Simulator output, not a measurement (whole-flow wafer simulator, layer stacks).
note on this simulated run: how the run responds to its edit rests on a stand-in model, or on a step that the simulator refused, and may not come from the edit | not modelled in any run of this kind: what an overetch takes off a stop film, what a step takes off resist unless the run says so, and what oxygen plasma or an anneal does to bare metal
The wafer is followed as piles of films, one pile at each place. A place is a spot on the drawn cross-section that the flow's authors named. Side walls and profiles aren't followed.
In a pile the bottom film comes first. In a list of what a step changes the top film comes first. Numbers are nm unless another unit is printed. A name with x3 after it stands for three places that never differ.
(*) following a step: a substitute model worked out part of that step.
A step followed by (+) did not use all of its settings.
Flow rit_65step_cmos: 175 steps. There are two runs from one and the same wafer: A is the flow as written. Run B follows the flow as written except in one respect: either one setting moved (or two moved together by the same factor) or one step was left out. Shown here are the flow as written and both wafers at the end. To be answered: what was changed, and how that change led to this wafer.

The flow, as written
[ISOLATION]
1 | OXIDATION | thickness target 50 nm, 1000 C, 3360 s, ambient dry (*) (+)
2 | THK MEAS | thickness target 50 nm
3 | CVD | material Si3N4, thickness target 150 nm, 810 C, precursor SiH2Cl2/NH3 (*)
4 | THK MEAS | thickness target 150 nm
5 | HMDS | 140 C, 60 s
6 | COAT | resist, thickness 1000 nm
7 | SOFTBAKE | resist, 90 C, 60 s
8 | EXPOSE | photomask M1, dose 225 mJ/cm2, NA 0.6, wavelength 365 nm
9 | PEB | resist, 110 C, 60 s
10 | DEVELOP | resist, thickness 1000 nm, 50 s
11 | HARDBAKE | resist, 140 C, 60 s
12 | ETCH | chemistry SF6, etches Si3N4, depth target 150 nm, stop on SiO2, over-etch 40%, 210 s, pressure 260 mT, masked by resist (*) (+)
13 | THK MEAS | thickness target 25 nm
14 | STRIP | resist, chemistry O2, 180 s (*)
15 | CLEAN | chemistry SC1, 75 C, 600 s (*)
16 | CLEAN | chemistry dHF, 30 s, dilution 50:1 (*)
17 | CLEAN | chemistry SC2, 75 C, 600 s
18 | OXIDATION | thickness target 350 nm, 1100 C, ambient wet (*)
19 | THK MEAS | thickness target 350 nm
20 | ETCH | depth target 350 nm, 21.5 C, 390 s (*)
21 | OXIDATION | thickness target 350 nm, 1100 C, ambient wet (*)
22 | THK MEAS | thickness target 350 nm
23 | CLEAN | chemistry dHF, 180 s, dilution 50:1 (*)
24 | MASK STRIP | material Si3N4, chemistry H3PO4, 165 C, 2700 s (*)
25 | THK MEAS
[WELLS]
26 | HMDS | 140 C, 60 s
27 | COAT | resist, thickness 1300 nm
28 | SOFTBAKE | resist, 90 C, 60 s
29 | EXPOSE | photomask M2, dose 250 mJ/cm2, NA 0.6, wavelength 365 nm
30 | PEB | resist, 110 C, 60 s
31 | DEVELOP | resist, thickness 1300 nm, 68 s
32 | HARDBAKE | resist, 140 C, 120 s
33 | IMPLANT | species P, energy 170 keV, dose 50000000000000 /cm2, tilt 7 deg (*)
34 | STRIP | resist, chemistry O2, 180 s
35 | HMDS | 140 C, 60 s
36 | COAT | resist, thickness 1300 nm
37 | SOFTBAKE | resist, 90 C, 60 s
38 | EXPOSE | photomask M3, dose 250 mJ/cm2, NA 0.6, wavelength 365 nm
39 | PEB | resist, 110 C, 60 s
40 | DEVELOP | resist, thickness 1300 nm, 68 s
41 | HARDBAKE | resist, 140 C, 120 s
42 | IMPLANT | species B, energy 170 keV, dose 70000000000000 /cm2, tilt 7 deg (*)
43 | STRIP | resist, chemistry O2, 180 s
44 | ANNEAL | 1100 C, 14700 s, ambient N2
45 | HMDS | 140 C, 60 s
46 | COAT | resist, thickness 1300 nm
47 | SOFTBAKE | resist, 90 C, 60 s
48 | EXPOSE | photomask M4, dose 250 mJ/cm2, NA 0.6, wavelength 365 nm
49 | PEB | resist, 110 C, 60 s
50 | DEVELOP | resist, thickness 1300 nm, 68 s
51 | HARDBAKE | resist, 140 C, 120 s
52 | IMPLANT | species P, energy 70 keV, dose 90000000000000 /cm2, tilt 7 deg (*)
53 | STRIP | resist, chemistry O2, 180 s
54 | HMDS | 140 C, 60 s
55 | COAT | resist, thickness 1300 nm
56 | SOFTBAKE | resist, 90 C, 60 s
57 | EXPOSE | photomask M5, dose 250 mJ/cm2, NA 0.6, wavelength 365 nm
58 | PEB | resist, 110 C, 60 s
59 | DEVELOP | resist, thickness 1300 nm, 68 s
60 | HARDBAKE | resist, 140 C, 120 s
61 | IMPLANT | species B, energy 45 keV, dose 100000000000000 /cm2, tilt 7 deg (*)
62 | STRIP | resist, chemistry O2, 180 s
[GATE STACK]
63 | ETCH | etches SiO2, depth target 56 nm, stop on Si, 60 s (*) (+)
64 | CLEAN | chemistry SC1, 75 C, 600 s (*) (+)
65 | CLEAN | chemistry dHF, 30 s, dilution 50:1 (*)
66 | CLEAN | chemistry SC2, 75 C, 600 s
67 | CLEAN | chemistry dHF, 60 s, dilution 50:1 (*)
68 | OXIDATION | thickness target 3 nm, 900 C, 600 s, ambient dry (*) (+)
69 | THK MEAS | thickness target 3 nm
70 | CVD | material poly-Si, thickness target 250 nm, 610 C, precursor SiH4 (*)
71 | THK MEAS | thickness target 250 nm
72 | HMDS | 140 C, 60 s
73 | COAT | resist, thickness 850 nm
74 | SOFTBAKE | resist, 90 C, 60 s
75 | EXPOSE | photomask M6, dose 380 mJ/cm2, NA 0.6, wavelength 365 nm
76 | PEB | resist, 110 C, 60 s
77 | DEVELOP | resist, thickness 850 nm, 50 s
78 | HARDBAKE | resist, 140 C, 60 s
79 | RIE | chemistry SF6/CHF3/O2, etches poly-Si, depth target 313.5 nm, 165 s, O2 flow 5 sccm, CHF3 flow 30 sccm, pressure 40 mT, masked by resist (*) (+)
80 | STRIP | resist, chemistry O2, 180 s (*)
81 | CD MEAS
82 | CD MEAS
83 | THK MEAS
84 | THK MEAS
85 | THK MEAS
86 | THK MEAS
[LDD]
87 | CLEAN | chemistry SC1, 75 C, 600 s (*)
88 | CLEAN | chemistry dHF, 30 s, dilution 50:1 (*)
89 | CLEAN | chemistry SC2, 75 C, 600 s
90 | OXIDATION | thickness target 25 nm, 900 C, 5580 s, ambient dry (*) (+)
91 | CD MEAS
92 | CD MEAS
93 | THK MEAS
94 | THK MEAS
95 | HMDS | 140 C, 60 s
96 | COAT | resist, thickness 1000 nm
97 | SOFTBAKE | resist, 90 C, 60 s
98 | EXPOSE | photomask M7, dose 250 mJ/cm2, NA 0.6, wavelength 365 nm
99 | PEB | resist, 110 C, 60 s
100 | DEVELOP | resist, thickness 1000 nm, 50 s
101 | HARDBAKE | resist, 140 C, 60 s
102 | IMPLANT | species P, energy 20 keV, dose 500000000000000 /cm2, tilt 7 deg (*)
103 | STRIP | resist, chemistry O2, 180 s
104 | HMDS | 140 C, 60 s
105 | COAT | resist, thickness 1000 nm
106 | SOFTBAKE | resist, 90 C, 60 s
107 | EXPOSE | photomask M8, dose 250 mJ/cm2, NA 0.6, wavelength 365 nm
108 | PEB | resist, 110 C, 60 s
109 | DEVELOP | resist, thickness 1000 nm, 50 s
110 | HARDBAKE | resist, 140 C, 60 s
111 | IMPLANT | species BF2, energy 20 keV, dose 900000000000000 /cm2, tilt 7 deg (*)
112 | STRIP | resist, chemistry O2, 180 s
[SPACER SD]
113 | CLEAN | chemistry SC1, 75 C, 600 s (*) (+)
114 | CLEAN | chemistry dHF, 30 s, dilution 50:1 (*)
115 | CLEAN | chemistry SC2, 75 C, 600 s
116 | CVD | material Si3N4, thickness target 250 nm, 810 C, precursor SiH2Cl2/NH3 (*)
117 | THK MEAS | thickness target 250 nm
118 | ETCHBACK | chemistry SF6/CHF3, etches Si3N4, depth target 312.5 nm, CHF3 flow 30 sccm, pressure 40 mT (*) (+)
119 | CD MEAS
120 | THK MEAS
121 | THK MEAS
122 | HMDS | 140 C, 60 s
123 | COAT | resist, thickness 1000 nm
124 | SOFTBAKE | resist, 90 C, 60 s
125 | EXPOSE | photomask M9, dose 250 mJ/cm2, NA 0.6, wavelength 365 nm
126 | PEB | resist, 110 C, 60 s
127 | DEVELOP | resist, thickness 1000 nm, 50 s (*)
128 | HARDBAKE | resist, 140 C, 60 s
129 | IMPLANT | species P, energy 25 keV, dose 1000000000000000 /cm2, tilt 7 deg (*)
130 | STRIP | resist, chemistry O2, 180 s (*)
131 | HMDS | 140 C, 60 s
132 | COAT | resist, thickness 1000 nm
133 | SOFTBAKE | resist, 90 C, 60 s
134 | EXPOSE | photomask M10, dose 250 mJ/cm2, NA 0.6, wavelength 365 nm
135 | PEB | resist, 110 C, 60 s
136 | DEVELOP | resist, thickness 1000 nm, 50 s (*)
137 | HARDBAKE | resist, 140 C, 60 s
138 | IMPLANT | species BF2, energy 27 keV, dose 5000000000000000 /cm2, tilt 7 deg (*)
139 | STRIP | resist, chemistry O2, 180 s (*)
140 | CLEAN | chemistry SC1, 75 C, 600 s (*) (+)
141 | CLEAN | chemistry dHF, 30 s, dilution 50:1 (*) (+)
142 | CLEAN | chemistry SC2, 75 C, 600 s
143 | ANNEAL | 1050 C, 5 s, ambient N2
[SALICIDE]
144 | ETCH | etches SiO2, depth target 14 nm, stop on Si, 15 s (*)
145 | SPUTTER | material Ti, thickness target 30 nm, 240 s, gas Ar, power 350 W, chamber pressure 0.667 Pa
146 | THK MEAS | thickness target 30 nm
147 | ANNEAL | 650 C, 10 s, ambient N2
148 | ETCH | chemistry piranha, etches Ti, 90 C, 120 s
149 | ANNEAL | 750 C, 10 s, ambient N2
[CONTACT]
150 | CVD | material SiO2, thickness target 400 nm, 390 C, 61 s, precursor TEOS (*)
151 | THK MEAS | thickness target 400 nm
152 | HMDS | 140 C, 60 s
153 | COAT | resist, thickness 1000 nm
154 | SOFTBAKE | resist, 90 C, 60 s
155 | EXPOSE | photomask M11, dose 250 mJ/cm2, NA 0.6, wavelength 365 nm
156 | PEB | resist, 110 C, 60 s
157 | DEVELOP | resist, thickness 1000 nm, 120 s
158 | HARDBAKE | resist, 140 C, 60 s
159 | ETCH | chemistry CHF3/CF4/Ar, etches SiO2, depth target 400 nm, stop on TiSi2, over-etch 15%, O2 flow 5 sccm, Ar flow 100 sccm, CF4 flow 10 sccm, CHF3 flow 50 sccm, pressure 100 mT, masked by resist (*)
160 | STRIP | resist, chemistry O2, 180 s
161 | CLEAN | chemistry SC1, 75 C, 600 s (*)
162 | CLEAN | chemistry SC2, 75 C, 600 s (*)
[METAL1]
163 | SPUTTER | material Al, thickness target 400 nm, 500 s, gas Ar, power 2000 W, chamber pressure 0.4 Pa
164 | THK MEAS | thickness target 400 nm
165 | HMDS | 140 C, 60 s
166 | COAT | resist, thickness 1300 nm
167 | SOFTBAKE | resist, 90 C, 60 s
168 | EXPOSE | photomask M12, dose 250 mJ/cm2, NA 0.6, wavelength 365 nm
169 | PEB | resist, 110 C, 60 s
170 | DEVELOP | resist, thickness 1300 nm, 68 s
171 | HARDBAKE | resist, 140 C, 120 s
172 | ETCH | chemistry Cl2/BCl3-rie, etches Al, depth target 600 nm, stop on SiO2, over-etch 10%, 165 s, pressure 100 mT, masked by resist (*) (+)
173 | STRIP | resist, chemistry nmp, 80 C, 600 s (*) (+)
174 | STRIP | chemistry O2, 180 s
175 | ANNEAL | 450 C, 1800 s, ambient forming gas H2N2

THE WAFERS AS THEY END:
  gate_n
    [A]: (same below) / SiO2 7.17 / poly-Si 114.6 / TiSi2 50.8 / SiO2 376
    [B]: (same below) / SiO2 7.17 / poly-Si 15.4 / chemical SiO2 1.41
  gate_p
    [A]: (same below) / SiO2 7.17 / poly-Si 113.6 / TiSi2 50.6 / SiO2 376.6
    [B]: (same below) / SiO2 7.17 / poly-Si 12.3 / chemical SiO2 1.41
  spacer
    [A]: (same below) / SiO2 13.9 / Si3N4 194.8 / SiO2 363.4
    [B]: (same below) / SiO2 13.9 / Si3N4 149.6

Cause: step 150, CVD: material SiO2, thickness target 400 nm, 390 C, 61 s, precursor TEOS (*), was not run.

The path from the change to this, step by step:
  153 | COAT | resist, thickness 1000 nm
      spacer: A +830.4 resist (new film) | B +811.8 resist (new film)
      spacer_p: A +830.8 resist (new film) | B +812.3 resist (new film)
  156 | PEB | resist, 110 C, 60 s
      spacer, spacer_p: A -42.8 resist | B -41.8 resist
  158 | HARDBAKE | resist, 140 C, 60 s
      spacer, spacer_p: A -51.5 resist | B -50.2 resist
  160 | STRIP | resist, chemistry O2, 180 s
      spacer: A -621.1 resist (all of it) | B -604.8 resist (all of it)
      spacer_p: A -621.5 resist (all of it) | B -605.2 resist (all of it)
  161 | CLEAN | chemistry SC1, 75 C, 600 s (*)
      gate_n, gate_p: A -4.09 SiO2 | B -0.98 TiSi2
      spacer, spacer_p: A -4.09 SiO2 | B -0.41 Si3N4
      (and at 4 other places as well)
  163 | SPUTTER | material Al, thickness target 400 nm, 500 s, gas Ar, power 2000 W, chamber pressure 0.4 Pa
      gate_n: A +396 Al (new film) | B +254.3 Al (new film)
      gate_p: A +396 Al (new film) | B +248.4 Al (new film)
  166 | COAT | resist, thickness 1300 nm
      gate_n: A +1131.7 resist (new film) | B +1283.3 resist (new film)
      gate_p: A +1135.6 resist (new film) | B +1290.2 resist (new film)
  169 | PEB | resist, 110 C, 60 s
      gate_n: A -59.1 resist | B -67.5 resist
      gate_p: A -59.3 resist | B -67.9 resist
  170 | DEVELOP | resist, thickness 1300 nm, 68 s
      gate_n: A -1072.6 resist (all of it) | B -1215.8 resist (all of it)
      gate_p: A -1076.3 resist (all of it) | B -1222.4 resist (all of it)
  172 | ETCH | chemistry Cl2/BCl3-rie, etches Al, depth target 600 nm, stop on SiO2, over-etch 10%, 165 s, pressure 100 mT, masked by resist (*) (+)
      spacer, spacer_p: A -400 Al (all of it), -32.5 SiO2 | B -400 Al (all of it), -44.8 Si3N4
      gate_n: A -396 Al (all of it), -33 SiO2 | B -254.3 Al (all of it), -49.8 TiSi2 (all of it), -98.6 poly-Si
      (and at 1 other place as well)
  174 | STRIP | chemistry O2, 180 s
      gate_n, gate_p: A nothing | B +1.41 chemical SiO2 (new film), -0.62 poly-Si
